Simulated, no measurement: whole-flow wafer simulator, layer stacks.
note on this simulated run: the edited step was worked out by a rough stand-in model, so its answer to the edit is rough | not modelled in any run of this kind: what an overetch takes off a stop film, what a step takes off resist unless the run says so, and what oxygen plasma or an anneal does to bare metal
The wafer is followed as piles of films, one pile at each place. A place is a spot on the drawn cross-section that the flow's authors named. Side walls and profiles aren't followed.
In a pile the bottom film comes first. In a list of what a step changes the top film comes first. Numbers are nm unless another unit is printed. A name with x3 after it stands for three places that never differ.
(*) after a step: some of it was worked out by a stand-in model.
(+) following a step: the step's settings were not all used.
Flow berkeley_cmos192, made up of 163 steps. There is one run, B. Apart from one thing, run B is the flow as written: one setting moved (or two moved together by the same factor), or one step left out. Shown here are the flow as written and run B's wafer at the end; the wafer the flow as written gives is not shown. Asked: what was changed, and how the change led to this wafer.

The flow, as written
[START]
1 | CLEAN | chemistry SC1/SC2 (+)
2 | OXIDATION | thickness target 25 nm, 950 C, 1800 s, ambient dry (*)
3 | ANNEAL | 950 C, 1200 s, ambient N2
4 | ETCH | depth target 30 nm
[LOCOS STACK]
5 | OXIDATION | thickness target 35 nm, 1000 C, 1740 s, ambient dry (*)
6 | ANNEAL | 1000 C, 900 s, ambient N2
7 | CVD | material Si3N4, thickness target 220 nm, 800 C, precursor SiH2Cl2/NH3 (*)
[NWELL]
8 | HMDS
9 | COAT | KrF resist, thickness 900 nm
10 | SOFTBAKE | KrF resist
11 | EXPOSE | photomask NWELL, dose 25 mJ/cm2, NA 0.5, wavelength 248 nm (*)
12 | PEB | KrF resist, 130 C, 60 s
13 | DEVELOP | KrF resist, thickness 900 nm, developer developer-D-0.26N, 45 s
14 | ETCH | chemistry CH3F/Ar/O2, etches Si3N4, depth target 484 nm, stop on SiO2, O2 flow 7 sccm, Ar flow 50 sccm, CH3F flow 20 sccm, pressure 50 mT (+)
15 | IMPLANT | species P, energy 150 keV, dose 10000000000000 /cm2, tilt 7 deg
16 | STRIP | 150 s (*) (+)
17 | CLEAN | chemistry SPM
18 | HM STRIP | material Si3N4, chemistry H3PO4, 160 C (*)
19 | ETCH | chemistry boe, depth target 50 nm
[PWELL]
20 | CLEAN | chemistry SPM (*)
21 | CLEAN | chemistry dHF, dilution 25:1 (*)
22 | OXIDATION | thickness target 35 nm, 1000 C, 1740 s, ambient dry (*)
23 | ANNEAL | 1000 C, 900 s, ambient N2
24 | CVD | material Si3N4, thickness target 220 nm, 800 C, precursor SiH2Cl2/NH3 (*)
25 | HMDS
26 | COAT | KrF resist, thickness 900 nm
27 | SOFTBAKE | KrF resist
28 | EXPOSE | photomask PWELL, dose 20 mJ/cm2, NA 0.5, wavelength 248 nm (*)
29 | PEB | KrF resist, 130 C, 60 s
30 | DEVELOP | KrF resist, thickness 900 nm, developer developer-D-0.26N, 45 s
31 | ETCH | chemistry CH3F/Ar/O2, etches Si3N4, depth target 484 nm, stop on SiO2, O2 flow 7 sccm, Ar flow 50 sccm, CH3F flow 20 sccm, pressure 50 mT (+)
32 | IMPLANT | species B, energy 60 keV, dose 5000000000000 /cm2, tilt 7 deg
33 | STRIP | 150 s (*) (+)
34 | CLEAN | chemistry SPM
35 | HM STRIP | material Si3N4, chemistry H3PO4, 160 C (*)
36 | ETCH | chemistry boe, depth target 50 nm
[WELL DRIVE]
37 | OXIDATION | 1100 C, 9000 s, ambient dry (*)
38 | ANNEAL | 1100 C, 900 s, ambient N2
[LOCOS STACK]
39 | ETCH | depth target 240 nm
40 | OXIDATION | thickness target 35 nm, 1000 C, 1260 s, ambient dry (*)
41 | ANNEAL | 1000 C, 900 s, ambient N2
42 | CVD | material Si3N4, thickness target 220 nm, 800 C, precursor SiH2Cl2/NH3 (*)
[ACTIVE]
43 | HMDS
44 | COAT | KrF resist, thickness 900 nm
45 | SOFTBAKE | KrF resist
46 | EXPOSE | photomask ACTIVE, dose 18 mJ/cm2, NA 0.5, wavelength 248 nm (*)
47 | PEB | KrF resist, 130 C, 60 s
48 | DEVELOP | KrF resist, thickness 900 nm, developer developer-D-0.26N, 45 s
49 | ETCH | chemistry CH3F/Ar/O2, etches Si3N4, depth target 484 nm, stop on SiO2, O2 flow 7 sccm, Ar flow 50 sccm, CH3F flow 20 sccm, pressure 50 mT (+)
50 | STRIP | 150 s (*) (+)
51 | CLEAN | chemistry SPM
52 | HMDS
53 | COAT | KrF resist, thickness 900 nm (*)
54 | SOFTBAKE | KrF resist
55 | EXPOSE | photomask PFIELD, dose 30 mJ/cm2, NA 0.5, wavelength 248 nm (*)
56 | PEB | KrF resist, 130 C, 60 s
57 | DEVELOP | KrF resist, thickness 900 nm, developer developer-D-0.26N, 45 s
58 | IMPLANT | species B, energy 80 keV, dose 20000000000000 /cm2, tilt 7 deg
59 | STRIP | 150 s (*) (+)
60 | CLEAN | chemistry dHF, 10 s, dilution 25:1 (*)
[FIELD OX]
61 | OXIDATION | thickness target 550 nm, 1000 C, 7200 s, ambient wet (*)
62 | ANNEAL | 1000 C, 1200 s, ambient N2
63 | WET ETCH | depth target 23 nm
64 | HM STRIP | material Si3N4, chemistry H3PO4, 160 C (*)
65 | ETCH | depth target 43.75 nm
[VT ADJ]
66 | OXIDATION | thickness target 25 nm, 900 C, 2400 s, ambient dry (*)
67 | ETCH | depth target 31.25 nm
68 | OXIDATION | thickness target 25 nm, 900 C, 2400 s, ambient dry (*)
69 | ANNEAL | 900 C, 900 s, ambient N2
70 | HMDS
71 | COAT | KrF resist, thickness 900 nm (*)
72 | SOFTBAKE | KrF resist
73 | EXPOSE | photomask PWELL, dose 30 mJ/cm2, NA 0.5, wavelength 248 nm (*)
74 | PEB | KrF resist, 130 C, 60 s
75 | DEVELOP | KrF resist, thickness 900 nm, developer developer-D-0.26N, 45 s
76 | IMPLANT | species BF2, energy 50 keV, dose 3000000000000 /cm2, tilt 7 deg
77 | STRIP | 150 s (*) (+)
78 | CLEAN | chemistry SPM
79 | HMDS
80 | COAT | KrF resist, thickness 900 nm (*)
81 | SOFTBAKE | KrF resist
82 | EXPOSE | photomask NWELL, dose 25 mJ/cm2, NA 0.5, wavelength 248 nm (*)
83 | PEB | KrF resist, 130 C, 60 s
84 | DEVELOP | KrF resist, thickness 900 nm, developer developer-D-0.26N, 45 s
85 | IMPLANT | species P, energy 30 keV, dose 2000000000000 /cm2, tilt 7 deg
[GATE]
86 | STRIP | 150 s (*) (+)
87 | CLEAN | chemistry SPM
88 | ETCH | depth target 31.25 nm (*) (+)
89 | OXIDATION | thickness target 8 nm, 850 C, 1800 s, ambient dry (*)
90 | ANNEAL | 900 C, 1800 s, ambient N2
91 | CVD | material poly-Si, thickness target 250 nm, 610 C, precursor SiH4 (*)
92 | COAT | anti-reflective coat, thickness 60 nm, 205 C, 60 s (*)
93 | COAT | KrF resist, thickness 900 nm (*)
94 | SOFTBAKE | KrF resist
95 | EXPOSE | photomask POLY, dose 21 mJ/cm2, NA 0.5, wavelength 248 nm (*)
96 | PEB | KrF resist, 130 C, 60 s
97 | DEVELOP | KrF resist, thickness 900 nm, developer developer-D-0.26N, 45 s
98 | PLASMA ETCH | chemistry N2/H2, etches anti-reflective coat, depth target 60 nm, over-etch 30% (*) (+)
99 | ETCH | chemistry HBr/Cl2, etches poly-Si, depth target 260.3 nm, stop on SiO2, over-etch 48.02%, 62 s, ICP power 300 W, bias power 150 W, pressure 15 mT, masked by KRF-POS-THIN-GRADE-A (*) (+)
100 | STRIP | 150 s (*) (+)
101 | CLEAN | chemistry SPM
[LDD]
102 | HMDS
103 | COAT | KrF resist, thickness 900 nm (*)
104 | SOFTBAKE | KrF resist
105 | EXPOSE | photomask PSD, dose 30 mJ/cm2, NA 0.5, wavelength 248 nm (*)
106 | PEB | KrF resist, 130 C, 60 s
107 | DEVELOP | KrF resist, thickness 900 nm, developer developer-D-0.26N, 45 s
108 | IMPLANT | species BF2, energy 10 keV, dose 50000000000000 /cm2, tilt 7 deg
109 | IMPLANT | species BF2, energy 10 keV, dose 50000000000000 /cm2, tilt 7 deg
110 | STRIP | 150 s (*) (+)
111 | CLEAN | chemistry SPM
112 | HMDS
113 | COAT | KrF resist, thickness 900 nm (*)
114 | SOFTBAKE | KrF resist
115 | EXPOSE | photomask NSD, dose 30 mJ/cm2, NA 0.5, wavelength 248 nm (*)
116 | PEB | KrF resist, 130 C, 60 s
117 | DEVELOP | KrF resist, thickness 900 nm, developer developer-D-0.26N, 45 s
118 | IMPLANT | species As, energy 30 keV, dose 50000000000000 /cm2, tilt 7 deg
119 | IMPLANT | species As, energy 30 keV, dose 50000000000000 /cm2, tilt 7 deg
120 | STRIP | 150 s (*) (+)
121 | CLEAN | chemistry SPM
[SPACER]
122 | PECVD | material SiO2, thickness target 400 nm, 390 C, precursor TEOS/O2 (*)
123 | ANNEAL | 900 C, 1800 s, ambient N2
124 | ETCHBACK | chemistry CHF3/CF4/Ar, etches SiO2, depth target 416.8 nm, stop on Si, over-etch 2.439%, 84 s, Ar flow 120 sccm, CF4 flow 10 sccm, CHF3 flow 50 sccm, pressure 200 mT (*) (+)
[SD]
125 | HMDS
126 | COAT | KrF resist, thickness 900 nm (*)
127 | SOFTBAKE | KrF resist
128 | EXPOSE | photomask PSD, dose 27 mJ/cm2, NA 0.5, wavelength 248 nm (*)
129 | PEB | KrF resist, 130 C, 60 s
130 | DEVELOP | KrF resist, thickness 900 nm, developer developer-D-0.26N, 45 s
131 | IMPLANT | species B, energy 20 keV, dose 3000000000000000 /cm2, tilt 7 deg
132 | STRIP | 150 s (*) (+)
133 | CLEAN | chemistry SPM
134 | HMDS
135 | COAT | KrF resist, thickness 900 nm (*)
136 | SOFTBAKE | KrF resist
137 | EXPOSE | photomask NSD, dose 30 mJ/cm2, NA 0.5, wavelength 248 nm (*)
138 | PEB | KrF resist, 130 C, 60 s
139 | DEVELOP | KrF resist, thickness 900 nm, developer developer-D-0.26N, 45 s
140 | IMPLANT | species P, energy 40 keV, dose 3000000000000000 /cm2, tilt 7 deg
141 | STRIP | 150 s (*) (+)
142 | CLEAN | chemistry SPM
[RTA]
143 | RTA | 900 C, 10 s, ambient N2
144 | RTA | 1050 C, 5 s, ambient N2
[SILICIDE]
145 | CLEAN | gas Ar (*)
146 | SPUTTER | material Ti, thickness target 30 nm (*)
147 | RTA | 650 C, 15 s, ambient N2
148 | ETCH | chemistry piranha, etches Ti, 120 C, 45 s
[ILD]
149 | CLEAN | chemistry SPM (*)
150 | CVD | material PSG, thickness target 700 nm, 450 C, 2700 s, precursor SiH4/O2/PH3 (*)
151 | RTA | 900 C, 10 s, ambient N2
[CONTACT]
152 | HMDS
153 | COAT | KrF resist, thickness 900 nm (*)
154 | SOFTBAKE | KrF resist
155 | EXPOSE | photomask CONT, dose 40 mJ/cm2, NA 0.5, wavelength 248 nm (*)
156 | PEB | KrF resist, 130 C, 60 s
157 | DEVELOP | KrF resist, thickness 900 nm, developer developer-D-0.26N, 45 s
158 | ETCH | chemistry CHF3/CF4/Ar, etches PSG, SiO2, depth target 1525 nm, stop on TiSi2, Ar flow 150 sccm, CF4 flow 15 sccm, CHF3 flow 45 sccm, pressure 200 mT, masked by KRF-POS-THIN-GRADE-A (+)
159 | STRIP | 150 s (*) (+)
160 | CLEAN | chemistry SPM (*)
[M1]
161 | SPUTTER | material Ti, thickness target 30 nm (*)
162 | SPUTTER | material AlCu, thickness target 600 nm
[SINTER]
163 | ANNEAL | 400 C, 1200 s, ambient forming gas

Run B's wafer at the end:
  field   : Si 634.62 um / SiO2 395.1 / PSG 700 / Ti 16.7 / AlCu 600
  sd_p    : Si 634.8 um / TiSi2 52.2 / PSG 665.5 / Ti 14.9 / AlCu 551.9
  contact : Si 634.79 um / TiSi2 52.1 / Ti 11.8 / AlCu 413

Cause: step 161, SPUTTER: thickness target 16.74 nm was run, though the flow has thickness target 30 nm.
The wafer itself shows it: field has Ti 16.7, and step 161 as written asks for 30 nm.

How this came from the change, step by step:
  161 | SPUTTER | material Ti, thickness target 30 nm (*)
      field, sd_n, spacer_n, gate, spacer_p, gate_p, m1: +16.7 Ti (new film) (it would be, as written: +30 Ti (new film))
      sd_p: +14.9 Ti (new film) (it would be, as written: +26.6 Ti (new film))
      (also at 1 further place)
